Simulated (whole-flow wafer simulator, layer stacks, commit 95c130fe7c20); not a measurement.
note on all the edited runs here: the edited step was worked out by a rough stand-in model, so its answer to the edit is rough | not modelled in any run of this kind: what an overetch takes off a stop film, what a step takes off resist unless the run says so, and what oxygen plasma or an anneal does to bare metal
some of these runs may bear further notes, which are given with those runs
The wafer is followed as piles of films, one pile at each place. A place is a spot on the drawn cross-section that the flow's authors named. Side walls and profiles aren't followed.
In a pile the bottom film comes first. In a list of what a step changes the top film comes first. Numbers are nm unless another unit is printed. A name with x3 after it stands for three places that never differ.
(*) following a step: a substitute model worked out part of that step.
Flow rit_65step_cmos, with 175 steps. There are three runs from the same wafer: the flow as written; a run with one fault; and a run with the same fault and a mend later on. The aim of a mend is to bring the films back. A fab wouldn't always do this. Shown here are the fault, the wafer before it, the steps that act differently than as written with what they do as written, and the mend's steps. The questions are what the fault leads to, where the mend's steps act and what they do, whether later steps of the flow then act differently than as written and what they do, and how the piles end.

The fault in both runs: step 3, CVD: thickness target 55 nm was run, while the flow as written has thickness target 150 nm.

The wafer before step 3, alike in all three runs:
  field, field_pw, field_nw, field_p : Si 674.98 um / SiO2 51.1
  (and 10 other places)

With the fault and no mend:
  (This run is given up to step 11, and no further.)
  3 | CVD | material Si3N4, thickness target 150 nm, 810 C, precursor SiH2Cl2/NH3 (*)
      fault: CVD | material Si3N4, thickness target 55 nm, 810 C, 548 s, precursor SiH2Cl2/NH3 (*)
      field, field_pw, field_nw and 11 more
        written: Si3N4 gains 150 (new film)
        fault: Si3N4 gains 55 (new film)
  None of the later steps of the flow up to step 11 acts differently than as written at any place that is followed.
  After step 11, at field, field_pw, field_nw and 11 more, the piles differ from the flow's by more than 2% or 0.5 nm, whichever is larger.
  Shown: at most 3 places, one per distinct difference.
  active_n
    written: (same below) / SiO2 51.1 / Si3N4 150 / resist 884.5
    fault: (same below) / SiO2 51.1 / Si3N4 55 / resist 884.5
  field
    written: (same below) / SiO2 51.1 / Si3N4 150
    fault: (same below) / SiO2 51.1 / Si3N4 55

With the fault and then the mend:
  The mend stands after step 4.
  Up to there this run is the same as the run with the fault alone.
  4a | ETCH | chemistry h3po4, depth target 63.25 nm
      field, field_pw, field_nw and 11 more
        Si3N4 loses 55 (all of it)
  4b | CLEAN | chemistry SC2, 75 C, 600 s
      alters no film at any place that is followed
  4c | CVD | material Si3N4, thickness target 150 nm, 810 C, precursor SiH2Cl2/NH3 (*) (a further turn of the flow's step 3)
      field, field_pw, field_nw and 11 more
        Si3N4 gains 150 (new film)
  None of the later steps of the flow acts differently than as written at any place that is followed.
  At every place that both follow, the piles at the end match the flow's.
